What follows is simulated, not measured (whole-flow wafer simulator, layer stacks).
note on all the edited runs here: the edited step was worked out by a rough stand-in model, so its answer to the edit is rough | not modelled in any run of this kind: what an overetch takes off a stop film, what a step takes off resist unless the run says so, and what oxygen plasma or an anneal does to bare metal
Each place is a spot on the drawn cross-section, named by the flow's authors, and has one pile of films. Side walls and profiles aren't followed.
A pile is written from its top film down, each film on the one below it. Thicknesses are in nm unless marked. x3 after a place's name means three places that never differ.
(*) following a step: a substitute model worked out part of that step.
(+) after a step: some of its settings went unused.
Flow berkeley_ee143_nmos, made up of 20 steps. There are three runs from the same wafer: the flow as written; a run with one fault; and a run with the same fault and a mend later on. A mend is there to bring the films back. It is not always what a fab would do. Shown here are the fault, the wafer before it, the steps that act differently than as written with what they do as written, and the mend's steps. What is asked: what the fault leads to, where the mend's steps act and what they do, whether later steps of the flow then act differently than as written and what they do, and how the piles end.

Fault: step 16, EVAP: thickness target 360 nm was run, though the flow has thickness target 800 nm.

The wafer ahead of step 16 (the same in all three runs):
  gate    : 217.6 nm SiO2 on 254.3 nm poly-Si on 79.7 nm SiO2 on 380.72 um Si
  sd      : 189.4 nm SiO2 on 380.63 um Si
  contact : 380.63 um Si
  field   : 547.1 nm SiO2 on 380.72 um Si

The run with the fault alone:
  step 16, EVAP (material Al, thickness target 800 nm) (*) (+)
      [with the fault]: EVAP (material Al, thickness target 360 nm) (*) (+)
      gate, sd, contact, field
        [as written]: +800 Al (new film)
        [with the fault]: +360 Al (new film)
  Later steps of the flow acting differently than as written:
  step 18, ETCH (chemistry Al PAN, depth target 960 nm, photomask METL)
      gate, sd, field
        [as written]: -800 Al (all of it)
        [with the fault]: -360 Al (all of it)
  The piles end different from the flow's at contact by more than 2% or 0.5 nm, whichever is larger.
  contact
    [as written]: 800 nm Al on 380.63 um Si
    [with the fault]: 360 nm Al on 380.63 um Si

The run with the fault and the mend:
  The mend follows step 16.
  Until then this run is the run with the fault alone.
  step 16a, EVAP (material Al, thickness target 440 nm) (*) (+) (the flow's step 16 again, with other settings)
      gate, sd, contact, field
        +440 Al
  None of the later steps of the flow acts differently than as written at any place that is followed.
  By the end, the piles equal the flow's at every place that both follow.
